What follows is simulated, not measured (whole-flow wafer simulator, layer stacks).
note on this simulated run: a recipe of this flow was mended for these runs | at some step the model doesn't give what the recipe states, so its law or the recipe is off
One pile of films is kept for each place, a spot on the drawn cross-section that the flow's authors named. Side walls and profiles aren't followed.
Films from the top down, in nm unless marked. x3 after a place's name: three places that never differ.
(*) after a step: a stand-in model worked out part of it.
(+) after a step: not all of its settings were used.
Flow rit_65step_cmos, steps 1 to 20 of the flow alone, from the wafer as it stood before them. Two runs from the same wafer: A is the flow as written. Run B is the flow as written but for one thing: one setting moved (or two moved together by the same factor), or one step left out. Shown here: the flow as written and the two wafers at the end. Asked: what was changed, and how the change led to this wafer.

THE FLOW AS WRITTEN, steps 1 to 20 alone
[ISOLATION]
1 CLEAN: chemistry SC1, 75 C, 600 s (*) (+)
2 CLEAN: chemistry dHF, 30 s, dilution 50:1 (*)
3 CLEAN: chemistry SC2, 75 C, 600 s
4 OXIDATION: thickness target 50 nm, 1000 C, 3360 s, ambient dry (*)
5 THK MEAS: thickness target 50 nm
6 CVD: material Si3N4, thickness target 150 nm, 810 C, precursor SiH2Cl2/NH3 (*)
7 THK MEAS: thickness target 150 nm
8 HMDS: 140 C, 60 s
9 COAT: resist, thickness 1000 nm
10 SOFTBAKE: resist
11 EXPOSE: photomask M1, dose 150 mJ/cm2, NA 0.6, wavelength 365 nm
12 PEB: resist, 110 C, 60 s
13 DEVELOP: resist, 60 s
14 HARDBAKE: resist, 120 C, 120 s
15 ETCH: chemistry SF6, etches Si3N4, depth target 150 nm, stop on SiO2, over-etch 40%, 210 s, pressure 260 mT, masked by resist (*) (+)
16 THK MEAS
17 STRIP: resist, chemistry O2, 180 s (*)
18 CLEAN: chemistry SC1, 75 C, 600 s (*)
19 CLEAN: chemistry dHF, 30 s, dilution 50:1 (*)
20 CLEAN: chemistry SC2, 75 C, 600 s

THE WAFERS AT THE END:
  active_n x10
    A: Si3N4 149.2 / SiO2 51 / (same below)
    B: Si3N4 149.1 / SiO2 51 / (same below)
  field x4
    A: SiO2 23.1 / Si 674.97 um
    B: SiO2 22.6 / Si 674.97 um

The cause: step 18, CLEAN: 758 s was run, where the flow has 600 s.

How the change led to this, step by step:
  18 CLEAN: chemistry SC1, 75 C, 600 s (*)
      field x4: A SiO2 -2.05 | B SiO2 -2.58
